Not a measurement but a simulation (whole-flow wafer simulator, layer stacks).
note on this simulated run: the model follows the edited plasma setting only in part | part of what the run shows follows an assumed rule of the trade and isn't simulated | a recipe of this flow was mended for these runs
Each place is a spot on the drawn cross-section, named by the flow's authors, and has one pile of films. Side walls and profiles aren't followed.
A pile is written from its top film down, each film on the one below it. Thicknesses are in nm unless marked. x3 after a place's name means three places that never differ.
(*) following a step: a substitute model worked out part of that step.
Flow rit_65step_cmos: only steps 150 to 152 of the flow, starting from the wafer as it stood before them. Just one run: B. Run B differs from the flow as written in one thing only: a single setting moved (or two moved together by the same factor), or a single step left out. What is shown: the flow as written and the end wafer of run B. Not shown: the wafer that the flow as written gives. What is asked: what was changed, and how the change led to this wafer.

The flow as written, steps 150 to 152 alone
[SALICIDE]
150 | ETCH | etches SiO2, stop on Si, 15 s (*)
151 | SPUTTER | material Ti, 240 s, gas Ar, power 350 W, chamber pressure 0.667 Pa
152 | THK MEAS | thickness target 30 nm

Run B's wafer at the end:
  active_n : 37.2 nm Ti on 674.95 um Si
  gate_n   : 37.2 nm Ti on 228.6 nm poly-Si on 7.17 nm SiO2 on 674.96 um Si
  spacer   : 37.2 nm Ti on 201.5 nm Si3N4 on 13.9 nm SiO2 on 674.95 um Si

The reason: step 151, SPUTTER: power 434 W was run, while the flow as written has power 350 W.

The path from the change to this, step by step:
  151 | SPUTTER | material Ti, 240 s, gas Ar, power 350 W, chamber pressure 0.667 Pa
      field, field_pw, field_nw and 11 more: +37.2 Ti (new film) (as written it would have been: +30 Ti (new film))
